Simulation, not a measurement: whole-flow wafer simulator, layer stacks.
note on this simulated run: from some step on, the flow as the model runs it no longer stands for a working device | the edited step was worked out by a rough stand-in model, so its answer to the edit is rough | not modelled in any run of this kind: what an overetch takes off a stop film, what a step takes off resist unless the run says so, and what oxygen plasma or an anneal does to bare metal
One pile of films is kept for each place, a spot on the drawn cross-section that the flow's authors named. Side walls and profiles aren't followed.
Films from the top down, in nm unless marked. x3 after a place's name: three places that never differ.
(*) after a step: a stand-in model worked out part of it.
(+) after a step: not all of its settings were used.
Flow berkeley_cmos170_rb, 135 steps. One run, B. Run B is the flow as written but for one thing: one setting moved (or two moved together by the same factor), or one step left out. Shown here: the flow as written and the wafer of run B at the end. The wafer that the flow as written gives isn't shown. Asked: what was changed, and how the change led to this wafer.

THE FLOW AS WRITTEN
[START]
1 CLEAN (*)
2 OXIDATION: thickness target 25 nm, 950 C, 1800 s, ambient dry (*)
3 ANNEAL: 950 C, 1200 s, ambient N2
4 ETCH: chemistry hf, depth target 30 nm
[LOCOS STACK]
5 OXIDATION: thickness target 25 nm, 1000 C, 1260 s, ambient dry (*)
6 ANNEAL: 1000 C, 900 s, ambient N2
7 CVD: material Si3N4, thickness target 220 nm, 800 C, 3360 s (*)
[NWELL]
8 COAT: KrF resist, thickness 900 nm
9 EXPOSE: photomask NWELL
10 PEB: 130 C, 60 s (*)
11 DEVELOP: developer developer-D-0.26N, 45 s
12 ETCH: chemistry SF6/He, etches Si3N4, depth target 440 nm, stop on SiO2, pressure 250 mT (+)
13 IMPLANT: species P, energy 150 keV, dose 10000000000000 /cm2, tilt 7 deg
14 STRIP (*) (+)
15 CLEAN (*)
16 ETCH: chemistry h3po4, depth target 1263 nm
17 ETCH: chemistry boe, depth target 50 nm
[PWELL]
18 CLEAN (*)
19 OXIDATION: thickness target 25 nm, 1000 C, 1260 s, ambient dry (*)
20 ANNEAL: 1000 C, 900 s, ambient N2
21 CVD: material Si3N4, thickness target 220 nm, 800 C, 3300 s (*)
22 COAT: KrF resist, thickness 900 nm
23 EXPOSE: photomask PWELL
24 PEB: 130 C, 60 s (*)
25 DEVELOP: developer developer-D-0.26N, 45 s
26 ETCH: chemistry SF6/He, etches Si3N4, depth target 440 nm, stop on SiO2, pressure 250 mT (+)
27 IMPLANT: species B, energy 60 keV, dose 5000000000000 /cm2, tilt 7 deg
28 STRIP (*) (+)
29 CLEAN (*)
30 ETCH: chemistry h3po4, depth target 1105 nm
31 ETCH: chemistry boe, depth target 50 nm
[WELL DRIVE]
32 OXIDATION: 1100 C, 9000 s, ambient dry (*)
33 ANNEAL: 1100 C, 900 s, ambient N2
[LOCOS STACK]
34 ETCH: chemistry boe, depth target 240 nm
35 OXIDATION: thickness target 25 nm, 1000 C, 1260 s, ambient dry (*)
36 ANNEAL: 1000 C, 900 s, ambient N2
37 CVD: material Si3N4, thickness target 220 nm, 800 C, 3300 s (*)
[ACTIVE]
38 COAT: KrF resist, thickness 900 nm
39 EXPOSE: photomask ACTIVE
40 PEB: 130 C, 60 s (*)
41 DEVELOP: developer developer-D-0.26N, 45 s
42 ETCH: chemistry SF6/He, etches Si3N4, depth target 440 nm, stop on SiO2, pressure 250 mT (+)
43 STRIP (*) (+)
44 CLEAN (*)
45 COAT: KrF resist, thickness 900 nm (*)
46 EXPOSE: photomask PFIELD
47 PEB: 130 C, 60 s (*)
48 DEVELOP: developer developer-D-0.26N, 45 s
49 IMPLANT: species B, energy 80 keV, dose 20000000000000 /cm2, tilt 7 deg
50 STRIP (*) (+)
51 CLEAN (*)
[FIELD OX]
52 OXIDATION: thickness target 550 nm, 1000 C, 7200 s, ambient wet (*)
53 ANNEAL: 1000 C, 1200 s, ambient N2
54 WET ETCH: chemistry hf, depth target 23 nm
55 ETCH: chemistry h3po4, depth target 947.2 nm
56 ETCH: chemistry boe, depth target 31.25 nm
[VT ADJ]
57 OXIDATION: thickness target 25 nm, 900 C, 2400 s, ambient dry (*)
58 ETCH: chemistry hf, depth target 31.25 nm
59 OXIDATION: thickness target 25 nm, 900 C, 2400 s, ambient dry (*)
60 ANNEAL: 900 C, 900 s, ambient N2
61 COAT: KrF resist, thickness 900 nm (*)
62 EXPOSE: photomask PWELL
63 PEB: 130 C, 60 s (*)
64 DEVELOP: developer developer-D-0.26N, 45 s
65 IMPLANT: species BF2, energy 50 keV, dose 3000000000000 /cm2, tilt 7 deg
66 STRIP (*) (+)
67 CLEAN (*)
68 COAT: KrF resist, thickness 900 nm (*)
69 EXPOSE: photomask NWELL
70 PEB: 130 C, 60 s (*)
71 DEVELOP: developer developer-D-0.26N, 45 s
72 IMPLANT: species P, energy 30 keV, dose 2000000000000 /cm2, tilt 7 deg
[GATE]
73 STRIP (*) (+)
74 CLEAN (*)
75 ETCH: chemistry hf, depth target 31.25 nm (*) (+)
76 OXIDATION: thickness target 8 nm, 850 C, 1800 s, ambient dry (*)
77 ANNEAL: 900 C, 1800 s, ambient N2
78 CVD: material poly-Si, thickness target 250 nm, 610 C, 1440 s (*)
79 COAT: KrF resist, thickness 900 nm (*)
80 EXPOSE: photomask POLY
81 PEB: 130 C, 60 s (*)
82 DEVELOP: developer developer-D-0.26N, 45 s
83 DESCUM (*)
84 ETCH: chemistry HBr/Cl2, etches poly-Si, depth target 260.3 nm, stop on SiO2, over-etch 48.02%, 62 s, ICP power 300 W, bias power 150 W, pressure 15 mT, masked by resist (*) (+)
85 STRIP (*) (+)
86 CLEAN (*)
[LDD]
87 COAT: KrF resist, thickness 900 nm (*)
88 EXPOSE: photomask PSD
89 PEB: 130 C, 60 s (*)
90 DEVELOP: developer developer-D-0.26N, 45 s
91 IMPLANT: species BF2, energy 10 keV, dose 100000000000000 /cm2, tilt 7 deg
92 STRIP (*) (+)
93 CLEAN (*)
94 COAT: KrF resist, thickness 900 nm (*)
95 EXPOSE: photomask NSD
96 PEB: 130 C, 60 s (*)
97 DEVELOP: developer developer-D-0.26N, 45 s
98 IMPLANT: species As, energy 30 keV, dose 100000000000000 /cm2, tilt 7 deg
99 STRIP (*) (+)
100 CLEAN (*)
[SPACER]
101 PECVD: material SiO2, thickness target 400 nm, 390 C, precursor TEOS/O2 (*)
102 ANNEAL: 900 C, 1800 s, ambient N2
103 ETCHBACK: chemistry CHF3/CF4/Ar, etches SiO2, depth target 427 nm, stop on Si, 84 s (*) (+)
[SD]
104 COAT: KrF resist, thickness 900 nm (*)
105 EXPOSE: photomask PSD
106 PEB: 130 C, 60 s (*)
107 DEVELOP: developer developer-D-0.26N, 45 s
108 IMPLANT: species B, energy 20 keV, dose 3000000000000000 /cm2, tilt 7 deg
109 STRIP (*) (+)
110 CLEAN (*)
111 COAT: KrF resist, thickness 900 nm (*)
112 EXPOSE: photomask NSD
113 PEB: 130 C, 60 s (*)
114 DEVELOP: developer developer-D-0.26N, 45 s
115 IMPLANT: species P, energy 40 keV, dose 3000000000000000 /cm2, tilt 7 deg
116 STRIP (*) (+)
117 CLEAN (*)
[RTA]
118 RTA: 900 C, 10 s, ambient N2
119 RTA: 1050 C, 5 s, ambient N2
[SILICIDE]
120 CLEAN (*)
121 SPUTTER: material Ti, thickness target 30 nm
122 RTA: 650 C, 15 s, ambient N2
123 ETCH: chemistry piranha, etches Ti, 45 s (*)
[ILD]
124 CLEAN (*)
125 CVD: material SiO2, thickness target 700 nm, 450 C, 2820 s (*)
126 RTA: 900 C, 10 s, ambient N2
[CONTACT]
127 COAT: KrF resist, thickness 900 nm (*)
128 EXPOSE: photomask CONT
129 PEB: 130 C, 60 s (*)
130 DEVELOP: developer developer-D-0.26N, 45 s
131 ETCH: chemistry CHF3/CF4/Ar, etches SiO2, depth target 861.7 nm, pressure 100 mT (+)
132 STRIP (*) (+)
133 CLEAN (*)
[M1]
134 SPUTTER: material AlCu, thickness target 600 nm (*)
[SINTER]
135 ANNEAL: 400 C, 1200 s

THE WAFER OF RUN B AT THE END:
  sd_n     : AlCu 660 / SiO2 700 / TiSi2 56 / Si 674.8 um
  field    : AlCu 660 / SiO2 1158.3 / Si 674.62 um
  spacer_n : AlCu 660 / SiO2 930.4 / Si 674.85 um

The cause: step 134, SPUTTER: thickness target 660 nm was run, where the flow has thickness target 600 nm.
It can be read off the wafer: sd_n has AlCu 660, and step 134 as written asks for 600 nm.

How the change led to this, step by step:
  134 SPUTTER: material AlCu, thickness target 600 nm (*)
      field, sd_n, spacer_n, gate, spacer_p, gate_p, m1: AlCu +660 (new film) (as written it would be: AlCu +600 (new film))
      sd_p: AlCu +603.4 (new film) (as written it would be: AlCu +545.9 (new film))
      (and at 1 more place)
